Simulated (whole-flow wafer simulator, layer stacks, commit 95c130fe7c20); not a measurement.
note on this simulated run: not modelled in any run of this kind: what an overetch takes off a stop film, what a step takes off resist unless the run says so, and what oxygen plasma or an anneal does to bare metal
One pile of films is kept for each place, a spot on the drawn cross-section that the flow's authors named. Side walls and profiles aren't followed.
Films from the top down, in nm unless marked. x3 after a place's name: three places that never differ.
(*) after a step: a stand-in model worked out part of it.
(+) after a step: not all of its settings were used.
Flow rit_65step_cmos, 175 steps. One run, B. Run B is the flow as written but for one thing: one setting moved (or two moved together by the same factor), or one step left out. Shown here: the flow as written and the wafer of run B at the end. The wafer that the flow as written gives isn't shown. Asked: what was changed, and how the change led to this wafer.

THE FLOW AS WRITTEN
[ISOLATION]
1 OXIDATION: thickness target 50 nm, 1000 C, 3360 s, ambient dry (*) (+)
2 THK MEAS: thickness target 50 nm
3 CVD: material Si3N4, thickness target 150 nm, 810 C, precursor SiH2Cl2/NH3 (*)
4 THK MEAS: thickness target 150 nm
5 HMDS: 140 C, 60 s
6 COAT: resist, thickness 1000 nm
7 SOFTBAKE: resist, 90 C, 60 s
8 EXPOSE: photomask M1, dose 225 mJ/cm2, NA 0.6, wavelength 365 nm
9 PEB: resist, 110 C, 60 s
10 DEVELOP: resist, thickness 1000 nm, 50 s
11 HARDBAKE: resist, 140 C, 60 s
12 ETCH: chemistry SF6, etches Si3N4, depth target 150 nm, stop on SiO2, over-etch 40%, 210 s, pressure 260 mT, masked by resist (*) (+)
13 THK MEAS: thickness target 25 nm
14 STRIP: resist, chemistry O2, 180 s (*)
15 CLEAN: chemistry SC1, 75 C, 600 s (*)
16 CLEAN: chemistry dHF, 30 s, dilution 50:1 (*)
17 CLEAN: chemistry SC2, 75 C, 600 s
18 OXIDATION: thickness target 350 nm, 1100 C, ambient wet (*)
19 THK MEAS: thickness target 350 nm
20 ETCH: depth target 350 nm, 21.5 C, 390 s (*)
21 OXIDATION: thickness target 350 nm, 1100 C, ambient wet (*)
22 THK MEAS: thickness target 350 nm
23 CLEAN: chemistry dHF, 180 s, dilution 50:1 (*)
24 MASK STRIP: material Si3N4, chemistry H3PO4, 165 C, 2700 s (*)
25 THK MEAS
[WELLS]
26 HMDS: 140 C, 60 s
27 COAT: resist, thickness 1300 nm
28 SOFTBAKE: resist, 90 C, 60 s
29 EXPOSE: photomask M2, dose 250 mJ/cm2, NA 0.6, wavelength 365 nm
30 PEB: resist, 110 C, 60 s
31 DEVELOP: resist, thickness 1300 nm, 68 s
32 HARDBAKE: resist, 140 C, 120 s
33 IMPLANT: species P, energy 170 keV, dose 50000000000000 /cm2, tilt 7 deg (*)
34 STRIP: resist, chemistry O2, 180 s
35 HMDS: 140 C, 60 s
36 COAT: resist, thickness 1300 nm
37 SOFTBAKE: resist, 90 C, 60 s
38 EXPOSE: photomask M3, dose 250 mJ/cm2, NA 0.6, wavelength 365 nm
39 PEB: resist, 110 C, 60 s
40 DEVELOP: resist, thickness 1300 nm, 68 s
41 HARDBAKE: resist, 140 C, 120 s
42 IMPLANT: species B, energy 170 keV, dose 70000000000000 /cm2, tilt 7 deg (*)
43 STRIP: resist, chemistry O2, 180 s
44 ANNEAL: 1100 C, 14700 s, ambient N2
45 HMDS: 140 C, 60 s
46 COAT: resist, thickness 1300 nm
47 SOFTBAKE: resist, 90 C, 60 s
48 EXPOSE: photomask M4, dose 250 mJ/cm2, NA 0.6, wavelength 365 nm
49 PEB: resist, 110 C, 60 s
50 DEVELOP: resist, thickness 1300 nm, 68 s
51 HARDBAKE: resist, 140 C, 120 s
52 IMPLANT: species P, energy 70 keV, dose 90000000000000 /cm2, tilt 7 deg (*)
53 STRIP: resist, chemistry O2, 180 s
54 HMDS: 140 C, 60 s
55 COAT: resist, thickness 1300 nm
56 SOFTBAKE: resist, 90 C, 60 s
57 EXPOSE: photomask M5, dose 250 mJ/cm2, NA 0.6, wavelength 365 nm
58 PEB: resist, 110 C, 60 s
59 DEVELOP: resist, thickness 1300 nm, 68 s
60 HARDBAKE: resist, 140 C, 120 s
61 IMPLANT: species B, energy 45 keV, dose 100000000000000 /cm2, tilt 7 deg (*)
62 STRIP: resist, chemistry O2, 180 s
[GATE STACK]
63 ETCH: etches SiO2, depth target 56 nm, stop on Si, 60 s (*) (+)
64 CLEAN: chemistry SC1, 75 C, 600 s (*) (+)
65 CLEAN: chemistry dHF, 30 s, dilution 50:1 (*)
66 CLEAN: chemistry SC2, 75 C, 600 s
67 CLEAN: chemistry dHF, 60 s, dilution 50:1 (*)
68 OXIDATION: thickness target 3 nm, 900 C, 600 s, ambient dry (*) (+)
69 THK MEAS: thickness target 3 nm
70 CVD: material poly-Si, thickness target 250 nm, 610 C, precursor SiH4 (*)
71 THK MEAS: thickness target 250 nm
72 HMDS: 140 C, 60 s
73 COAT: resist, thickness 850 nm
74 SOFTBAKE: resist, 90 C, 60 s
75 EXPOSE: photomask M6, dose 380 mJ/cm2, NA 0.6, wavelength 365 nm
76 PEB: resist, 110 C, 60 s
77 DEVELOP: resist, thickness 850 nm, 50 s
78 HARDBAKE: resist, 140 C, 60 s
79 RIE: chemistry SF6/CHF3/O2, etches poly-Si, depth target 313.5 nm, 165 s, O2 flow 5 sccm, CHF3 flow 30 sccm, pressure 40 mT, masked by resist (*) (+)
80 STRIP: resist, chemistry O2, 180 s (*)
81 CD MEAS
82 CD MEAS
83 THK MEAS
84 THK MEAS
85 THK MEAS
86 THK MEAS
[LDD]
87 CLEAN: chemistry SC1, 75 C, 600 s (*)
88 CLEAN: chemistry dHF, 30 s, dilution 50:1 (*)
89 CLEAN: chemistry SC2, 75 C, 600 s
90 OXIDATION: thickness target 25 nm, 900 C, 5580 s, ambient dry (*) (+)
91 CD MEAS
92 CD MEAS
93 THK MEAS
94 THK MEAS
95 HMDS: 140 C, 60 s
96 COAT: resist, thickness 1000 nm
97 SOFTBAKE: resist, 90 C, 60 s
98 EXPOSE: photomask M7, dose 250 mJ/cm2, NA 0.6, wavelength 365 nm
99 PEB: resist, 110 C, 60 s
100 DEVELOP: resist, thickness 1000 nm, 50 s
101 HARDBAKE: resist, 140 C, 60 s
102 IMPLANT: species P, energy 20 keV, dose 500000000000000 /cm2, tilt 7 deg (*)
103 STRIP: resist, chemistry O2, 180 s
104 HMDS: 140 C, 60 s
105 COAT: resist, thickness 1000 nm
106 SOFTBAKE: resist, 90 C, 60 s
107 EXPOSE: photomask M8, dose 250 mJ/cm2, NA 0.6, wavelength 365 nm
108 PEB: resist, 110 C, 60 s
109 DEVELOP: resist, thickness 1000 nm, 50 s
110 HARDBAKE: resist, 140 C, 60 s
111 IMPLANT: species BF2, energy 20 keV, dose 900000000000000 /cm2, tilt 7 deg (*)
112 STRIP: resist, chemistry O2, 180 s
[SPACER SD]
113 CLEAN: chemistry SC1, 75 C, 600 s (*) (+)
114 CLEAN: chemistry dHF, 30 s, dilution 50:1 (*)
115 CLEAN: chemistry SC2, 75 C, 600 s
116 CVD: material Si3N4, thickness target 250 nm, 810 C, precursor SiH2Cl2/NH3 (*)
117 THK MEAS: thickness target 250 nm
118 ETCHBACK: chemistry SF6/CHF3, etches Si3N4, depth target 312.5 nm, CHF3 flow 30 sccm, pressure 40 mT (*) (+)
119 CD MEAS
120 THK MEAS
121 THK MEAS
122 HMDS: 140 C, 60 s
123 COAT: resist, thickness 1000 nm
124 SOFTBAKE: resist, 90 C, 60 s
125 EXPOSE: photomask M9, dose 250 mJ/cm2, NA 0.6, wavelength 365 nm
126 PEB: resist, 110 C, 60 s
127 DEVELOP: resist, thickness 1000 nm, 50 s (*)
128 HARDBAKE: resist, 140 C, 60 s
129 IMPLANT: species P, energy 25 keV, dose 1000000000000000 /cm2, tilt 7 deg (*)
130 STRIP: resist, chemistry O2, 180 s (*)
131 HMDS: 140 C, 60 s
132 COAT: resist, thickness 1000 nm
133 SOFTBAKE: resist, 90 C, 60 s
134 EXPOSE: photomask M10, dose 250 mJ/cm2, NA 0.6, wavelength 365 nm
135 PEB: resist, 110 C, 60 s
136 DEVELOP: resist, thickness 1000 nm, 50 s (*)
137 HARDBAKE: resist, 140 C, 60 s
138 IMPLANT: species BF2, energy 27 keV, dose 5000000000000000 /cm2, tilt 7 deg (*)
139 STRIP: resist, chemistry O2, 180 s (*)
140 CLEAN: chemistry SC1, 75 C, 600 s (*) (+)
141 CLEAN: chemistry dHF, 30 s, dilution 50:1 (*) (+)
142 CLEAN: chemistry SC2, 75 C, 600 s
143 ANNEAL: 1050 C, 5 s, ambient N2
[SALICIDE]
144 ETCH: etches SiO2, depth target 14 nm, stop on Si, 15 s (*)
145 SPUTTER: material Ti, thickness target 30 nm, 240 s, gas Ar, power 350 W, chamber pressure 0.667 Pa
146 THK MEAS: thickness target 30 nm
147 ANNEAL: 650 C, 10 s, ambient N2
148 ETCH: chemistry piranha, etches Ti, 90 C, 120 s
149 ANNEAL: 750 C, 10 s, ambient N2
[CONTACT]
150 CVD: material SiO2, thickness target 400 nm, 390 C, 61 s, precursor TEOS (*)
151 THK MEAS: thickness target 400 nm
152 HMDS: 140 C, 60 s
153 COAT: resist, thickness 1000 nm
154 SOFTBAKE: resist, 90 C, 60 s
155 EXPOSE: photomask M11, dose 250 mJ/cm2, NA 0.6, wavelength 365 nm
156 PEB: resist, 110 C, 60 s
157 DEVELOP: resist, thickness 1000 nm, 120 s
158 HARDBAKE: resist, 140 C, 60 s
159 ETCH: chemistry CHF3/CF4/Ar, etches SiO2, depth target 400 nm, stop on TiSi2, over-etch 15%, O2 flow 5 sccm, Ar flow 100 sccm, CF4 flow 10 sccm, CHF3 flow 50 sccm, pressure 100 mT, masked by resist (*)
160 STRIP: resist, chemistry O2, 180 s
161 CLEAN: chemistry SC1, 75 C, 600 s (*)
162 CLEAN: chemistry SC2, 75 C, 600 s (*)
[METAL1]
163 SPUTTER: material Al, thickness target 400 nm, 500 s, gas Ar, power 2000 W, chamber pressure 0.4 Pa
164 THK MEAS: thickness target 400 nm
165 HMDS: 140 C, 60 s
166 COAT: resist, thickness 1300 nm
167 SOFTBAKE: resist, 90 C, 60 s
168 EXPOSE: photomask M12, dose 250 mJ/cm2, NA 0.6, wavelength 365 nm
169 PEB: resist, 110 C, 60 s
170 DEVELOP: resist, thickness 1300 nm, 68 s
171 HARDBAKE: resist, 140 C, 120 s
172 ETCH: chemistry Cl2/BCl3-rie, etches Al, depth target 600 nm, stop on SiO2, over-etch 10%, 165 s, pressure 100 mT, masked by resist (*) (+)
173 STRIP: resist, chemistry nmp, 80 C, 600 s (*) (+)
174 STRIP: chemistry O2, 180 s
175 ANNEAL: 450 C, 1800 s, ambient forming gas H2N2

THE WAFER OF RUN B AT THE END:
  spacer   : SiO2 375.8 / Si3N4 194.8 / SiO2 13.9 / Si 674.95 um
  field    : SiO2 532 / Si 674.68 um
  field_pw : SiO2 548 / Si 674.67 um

The cause: step 163, SPUTTER: power 2494 W was run, where the flow has power 2000 W.

How the change led to this, step by step:
  163 SPUTTER: material Al, thickness target 400 nm, 500 s, gas Ar, power 2000 W, chamber pressure 0.4 Pa
      field, field_pw, field_p, spacer, spacer_p: Al +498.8 (new film) (as written it would be: Al +400 (new film))
      gate_n, gate_p: Al +486.5 (new film) (as written it would be: Al +396 (new film))
      (and at 1 more place)
  172 ETCH: chemistry Cl2/BCl3-rie, etches Al, depth target 600 nm, stop on SiO2, over-etch 10%, 165 s, pressure 100 mT, masked by resist (*) (+)
      field, field_pw, spacer, spacer_p: Al -498.8 (all of it), SiO2 -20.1 (as written it would be: Al -400 (all of it), SiO2 -32.5)
      gate_n, gate_p: Al -486.5 (all of it), SiO2 -21.7 (as written it would be: Al -396 (all of it), SiO2 -33)
      (and at 2 more places)
